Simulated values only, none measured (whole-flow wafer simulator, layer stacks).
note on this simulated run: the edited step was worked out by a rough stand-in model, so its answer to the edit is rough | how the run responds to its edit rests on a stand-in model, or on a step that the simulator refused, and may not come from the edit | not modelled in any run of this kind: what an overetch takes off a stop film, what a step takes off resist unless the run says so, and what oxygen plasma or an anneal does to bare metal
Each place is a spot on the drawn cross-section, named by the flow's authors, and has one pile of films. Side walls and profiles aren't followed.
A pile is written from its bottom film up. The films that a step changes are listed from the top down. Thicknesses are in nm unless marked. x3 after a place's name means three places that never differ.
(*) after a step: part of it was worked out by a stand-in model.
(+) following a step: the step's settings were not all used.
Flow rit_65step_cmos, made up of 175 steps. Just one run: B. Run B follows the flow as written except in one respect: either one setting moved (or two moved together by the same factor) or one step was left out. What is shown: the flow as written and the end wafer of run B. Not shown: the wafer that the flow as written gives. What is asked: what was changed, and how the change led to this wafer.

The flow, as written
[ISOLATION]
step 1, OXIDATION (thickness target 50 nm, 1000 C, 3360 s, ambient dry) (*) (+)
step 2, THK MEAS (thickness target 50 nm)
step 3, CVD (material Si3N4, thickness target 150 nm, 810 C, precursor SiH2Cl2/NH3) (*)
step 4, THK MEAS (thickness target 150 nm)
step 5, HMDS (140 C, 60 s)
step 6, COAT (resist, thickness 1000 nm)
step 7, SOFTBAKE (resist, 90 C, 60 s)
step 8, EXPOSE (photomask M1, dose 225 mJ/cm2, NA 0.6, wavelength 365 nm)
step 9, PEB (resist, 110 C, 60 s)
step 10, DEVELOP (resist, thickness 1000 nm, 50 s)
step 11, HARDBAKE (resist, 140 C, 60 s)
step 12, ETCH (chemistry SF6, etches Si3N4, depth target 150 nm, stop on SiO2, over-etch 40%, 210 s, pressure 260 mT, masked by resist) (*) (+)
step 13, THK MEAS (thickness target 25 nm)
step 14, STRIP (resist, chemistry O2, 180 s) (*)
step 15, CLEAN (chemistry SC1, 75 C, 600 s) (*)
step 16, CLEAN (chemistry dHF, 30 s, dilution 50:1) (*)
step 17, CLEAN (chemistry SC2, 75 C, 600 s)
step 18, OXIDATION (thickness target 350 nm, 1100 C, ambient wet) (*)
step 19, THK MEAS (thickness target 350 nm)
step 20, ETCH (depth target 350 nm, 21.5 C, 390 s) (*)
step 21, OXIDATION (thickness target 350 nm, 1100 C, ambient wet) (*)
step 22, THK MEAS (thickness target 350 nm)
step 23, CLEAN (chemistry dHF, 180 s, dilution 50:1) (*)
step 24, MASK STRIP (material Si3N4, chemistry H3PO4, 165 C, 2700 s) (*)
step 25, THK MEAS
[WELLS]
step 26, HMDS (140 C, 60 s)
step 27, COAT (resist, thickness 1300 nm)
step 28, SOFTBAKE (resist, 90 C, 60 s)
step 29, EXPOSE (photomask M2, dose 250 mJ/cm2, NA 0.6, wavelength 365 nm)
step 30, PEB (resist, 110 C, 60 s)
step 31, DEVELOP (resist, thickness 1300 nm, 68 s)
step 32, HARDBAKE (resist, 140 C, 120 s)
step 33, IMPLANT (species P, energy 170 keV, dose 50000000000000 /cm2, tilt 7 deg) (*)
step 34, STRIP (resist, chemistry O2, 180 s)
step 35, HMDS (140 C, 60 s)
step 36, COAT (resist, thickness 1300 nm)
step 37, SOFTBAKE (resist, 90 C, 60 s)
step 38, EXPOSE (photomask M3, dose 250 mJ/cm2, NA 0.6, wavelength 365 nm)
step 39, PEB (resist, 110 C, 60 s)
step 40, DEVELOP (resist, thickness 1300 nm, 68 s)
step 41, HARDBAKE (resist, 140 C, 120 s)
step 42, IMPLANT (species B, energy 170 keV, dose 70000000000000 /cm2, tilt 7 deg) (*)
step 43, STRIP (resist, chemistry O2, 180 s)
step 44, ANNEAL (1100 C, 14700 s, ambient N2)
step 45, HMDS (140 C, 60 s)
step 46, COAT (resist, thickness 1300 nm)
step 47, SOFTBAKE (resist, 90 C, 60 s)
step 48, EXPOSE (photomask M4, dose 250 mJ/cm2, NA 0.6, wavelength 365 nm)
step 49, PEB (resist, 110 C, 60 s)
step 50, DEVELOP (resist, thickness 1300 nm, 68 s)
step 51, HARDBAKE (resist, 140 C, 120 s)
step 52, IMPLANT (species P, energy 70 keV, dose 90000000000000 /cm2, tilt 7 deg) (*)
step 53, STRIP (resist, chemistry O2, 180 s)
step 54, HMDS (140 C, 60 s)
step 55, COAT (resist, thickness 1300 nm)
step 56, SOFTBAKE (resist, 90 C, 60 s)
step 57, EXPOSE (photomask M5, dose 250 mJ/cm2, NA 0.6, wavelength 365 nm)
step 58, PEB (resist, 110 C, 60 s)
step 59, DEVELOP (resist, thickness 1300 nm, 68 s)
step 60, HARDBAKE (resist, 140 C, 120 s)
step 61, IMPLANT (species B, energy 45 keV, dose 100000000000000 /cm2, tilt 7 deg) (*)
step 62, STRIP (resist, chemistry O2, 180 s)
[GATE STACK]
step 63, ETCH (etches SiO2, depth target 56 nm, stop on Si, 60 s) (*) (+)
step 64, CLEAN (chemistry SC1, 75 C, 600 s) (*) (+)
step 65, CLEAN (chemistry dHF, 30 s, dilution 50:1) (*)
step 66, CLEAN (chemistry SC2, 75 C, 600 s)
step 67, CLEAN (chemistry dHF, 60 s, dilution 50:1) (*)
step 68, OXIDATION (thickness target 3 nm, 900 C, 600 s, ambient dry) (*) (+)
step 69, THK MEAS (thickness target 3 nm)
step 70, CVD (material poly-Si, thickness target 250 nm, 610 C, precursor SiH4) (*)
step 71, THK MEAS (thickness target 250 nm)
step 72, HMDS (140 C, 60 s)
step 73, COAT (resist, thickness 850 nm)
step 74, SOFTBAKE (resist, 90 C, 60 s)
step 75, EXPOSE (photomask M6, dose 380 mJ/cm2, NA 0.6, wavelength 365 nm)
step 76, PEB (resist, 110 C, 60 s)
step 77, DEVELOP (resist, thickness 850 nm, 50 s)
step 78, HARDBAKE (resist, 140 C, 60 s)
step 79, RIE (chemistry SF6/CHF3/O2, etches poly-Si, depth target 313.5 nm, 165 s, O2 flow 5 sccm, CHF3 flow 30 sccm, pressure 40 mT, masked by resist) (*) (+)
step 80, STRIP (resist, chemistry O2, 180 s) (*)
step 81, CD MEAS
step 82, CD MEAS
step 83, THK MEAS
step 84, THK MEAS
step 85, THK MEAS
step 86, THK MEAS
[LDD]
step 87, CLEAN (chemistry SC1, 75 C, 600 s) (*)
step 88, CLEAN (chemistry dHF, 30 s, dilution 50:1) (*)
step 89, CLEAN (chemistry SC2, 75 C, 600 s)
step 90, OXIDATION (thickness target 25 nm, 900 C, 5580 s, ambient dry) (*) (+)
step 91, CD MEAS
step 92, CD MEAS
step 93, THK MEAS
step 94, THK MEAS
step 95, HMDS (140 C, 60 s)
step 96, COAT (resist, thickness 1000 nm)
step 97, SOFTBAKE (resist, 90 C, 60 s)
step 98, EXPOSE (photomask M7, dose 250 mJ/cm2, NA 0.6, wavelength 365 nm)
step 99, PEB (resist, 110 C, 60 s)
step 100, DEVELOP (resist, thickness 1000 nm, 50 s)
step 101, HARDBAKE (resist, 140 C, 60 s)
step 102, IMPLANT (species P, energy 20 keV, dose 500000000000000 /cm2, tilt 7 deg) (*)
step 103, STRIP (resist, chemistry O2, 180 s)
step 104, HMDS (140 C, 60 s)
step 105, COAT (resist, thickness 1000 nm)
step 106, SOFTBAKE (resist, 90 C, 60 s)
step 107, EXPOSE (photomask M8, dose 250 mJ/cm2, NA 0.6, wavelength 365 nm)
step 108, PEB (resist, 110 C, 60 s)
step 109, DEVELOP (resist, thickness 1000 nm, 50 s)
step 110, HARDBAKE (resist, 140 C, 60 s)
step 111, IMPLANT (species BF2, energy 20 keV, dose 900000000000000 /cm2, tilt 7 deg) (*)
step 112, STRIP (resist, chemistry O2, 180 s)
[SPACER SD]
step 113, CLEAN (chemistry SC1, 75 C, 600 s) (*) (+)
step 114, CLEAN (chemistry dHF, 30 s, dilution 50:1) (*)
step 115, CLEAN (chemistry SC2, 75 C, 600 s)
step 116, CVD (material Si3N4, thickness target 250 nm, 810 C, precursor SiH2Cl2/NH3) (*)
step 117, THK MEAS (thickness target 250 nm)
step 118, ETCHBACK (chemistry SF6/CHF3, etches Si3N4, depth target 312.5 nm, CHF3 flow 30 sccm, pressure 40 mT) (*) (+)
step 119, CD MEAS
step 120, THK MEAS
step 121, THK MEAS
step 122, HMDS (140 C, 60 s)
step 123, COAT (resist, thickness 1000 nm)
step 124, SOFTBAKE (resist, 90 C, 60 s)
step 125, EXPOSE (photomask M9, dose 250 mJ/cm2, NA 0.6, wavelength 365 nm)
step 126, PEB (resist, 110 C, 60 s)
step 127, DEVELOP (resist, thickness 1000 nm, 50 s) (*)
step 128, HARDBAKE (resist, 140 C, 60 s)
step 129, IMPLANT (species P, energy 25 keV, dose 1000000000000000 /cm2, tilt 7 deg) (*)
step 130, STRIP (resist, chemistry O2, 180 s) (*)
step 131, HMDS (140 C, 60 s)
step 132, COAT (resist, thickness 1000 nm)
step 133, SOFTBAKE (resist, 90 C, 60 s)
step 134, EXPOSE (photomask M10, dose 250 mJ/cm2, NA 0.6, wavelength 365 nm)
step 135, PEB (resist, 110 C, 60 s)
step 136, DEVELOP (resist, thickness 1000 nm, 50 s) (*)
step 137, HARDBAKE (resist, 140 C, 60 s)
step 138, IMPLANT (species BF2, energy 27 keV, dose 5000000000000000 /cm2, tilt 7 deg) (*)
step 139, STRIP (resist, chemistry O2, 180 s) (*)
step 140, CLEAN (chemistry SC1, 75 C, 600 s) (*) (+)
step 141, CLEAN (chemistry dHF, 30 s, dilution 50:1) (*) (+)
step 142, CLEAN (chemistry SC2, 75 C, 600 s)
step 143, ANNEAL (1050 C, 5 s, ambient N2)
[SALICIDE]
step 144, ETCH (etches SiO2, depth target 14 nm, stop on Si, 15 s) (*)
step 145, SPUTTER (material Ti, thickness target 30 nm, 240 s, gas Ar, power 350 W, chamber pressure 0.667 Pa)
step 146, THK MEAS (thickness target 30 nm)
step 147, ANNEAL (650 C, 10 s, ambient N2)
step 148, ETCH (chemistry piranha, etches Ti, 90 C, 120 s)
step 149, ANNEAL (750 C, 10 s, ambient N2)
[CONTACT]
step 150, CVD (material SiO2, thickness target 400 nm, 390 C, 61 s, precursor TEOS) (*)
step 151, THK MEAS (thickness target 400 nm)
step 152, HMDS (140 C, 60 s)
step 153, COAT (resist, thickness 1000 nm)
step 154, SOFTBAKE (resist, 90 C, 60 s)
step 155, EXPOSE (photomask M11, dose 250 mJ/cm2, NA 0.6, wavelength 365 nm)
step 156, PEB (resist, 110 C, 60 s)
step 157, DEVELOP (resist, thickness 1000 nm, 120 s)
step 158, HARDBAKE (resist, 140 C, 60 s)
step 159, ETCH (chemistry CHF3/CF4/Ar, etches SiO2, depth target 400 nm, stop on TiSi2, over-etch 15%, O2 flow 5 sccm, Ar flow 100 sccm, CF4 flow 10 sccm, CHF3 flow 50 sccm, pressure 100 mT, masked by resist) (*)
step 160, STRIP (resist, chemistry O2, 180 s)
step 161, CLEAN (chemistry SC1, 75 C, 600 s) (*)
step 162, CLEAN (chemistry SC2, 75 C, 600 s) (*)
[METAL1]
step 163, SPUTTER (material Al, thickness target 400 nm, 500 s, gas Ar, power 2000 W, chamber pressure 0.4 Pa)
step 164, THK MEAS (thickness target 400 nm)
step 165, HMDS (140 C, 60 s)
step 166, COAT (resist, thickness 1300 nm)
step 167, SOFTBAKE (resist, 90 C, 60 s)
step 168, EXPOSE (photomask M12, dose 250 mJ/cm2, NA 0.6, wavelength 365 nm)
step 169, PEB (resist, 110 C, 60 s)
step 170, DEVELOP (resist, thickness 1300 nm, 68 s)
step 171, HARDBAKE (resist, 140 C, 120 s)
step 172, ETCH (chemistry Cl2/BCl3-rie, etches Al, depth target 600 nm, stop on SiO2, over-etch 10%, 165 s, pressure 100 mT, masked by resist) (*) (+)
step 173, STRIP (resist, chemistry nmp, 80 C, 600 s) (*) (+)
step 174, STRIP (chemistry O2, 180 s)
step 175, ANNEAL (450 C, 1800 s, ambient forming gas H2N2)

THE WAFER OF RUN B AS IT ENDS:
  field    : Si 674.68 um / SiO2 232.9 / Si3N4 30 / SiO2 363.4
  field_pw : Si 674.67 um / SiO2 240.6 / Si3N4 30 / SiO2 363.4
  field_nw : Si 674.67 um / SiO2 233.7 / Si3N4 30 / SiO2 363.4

The reason: step 118, ETCHBACK: depth target 218.8 nm was run, though the flow has depth target 312.5 nm.

Step by step, how the change led to this:
  step 118, ETCHBACK (chemistry SF6/CHF3, etches Si3N4, depth target 312.5 nm, CHF3 flow 30 sccm, pressure 40 mT) (*) (+)
      field, field_pw, field_nw, field_p: -218.8 Si3N4 (as written it would have been: -250 Si3N4 (all of it), -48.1 SiO2)
      gate_n: -218.8 Si3N4 (as written it would have been: -250 Si3N4 (all of it), -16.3 SiO2 (all of it), -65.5 poly-Si)
      (and at 1 other place as well)
  step 123, COAT (resist, thickness 1000 nm)
      field: +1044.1 resist (new film) (as written it would have been: +1066.4 resist (new film))
      field_p: +1051.2 resist (new film) (as written it would have been: +1073.5 resist (new film))
      (and at 4 other places as well)
  step 126, PEB (resist, 110 C, 60 s)
      gate_n, gate_p: -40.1 resist (as written it would have been: -43.1 resist)
      field: -54.3 resist (as written it would have been: -55.6 resist)
      (and at 3 other places as well)
  step 127, DEVELOP (resist, thickness 1000 nm, 50 s) (*)
      field: -989.9 resist (all of it) (as written it would have been: -1010.9 resist (all of it))
      gate_n: -739.2 resist (all of it) (as written it would have been: -791.9 resist (all of it))
      (and at 1 other place as well)
  step 128, HARDBAKE (resist, 140 C, 60 s)
      field_nw: -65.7 resist (as written it would have been: -67.1 resist)
      field_p: -67.2 resist (as written it would have been: -68.8 resist)
      (and at 2 other places as well)
  step 130, STRIP (resist, chemistry O2, 180 s) (*)
      gate_n: nothing (as written it would have been: +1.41 chemical SiO2 (new film), -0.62 poly-Si)
      gate_p: -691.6 resist (all of it) (as written it would have been: +1.31 chemical SiO2 (new film), -741.1 resist (all of it), -0.58 poly-Si)
      (and at 2 other places as well)
  step 132, COAT (resist, thickness 1000 nm)
      field: +1044.1 resist (new film) (as written it would have been: +1067 resist (new film))
      field_p: +1051.2 resist (new film) (as written it would have been: +1074 resist (new film))
      (and at 4 other places as well)
  step 135, PEB (resist, 110 C, 60 s)
      gate_n, gate_p: -40.1 resist (as written it would have been: -43.1 resist)
      spacer, spacer_p: -40 resist (as written it would have been: -42 resist)
      (and at 2 other places as well)
  step 136, DEVELOP (resist, thickness 1000 nm, 50 s) (*)
      field_p: -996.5 resist (all of it) (as written it would have been: -1018 resist (all of it))
      gate_p: -739.4 resist (all of it) (as written it would have been: -792.8 resist (all of it))
      (and at 1 other place as well)
  step 137, HARDBAKE (resist, 140 C, 60 s)
      field: -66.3 resist (as written it would have been: -68.3 resist)
      field_nw: -65.7 resist (as written it would have been: -67.1 resist)
      (and at 2 other places as well)
  step 139, STRIP (resist, chemistry O2, 180 s) (*)
      gate_n: -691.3 resist (all of it) (as written it would have been: -740 resist (all of it), +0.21 chemical SiO2, -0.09 poly-Si)
      field: -923.5 resist (all of it) (as written it would have been: -943.1 resist (all of it))
      (and at 1 other place as well)
  step 140, CLEAN (chemistry SC1, 75 C, 600 s) (*) (+)
      field, field_pw, field_nw, field_p: -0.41 Si3N4 (as written it would have been: -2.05 SiO2)
      gate_n, gate_p: -0.41 Si3N4 (as written it would have been: -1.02 chemical SiO2, -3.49 poly-Si)
  step 141, CLEAN (chemistry dHF, 30 s, dilution 50:1) (*) (+)
      field, field_p: -0.43 Si3N4 (as written it would have been: -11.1 SiO2)
      field_pw, field_nw: -0.43 Si3N4 (as written it would have been: -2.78 SiO2)
      (and at 2 other places as well)
  step 144, ETCH (etches SiO2, depth target 14 nm, stop on Si, 15 s) (*)
      field, field_pw, field_nw, field_p: -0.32 Si3N4 (as written it would have been: -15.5 SiO2)
  step 145, SPUTTER (material Ti, thickness target 30 nm, 240 s, gas Ar, power 350 W, chamber pressure 0.667 Pa)
      gate_n: +30 Ti (new film) (as written it would have been: +27.3 Ti (new film))
      gate_p: +30 Ti (new film) (as written it would have been: +27.2 Ti (new film))
  step 147, ANNEAL (650 C, 10 s, ambient N2)
      gate_n: nothing (as written it would have been: -21.3 Ti, +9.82 TiSi first (new film), +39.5 TiSi2 C49 (new film), -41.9 poly-Si)
      gate_p: nothing (as written it would have been: -21.2 Ti, +9.56 TiSi first (new film), +39.6 TiSi2 C49 (new film), -41.9 poly-Si)
  ... 9 other steps ...
  step 170, DEVELOP (resist, thickness 1300 nm, 68 s)
      field: -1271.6 resist (all of it) (as written it would have been: -1316.6 resist (all of it))
      field_pw: -1259.5 resist (all of it) (as written it would have been: -1285.5 resist (all of it))
      (and at 6 other places as well)
